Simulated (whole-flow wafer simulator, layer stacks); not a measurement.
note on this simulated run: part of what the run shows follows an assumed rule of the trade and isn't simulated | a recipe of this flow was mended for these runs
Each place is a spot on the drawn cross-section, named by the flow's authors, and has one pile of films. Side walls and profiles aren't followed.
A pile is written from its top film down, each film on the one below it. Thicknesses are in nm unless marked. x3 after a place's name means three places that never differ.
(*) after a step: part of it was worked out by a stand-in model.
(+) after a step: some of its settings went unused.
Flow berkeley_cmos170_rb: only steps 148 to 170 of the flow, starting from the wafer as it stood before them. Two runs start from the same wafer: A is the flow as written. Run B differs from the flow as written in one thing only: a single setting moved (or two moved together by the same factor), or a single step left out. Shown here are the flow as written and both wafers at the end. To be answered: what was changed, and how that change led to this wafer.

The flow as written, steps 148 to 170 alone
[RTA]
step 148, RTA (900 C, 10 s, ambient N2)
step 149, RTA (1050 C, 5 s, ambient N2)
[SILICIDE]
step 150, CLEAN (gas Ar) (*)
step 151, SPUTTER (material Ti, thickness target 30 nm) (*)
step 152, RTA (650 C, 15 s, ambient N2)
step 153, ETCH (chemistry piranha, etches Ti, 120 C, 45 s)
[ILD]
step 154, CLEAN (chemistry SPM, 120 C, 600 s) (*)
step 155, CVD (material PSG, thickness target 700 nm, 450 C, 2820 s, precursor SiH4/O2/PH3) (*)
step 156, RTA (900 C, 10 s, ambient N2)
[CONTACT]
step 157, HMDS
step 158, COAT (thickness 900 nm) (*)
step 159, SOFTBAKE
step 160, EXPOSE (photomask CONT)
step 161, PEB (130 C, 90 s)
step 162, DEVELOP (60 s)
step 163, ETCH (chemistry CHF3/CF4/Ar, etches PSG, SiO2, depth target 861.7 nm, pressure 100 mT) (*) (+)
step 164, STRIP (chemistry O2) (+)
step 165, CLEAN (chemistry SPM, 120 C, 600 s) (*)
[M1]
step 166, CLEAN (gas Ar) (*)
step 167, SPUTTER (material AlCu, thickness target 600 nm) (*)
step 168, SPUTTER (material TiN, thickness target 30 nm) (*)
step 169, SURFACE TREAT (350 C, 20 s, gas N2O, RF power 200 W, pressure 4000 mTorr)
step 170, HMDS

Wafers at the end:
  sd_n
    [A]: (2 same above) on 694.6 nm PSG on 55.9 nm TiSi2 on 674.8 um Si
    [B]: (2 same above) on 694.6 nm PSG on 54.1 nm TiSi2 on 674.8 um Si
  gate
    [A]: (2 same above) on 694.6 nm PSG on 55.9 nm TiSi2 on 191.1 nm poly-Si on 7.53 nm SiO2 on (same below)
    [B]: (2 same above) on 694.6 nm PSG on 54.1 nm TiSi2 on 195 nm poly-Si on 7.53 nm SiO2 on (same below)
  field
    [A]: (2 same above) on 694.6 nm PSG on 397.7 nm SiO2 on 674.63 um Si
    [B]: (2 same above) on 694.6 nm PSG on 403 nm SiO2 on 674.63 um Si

The reason: step 150, CLEAN: gas Ar (*), was not run.

The path from the change to this, step by step:
  step 152, RTA (650 C, 15 s, ambient N2)
      sd_n, contact, m1: A -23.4 Ti, +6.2 TiSi first (new film), +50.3 TiSi2 C49 (new film), -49 Si | B -23.6 Ti, +22.2 TiSi first (new film), +24.6 TiSi2 C49 (new film), -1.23 chemical SiO2 (all of it), -36.7 Si
      gate: A -23.4 Ti, +6.2 TiSi first (new film), +50.3 TiSi2 C49 (new film), -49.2 poly-Si | B -23.6 Ti, +22.2 TiSi first (new film), +24.6 TiSi2 C49 (new film), -1.23 chemical SiO2 (all of it), -36.8 poly-Si
      (also at 2 further places)
  step 156, RTA (900 C, 10 s, ambient N2)
      sd_n, contact, m1: A under 1 film: +55.9 TiSi2 (new film), -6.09 TiSi first (all of it), -50.3 TiSi2 C49 (all of it), -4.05 Si | B under 1 film: +54.1 TiSi2 (new film), -22.1 TiSi first (all of it), -24.6 TiSi2 C49 (all of it), -14.7 Si
      gate: A under 1 film: +55.9 TiSi2 (new film), -6.09 TiSi first (all of it), -50.3 TiSi2 C49 (all of it), -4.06 poly-Si | B under 1 film: +54.1 TiSi2 (new film), -22.1 TiSi first (all of it), -24.6 TiSi2 C49 (all of it), -14.7 poly-Si
      (also at 2 further places)
